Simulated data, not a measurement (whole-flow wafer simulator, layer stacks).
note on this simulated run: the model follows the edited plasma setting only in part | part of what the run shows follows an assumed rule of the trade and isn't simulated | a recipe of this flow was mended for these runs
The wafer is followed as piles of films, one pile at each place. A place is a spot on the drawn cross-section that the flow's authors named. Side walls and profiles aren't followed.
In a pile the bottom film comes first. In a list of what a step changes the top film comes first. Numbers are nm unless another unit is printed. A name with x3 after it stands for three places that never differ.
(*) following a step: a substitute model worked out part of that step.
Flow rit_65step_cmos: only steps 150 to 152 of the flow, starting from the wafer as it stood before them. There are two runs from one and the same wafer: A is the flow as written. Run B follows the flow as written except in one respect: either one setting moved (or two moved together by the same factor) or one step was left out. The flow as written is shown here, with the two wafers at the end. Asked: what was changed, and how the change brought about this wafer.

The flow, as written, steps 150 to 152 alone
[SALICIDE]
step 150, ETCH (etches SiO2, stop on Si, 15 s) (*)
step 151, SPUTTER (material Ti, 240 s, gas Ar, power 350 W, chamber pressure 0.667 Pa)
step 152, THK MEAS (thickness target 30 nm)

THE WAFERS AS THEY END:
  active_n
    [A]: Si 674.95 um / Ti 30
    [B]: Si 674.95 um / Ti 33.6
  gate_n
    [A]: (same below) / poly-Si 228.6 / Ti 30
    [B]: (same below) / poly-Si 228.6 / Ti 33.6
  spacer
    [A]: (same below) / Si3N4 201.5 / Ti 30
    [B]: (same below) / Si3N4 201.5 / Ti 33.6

The reason: step 151, SPUTTER: power 392 W was run, though the flow has power 350 W.

Step by step, how the change led to this:
  step 151, SPUTTER (material Ti, 240 s, gas Ar, power 350 W, chamber pressure 0.667 Pa)
      field, field_pw, field_nw and 11 more: A +30 Ti (new film) | B +33.6 Ti (new film)
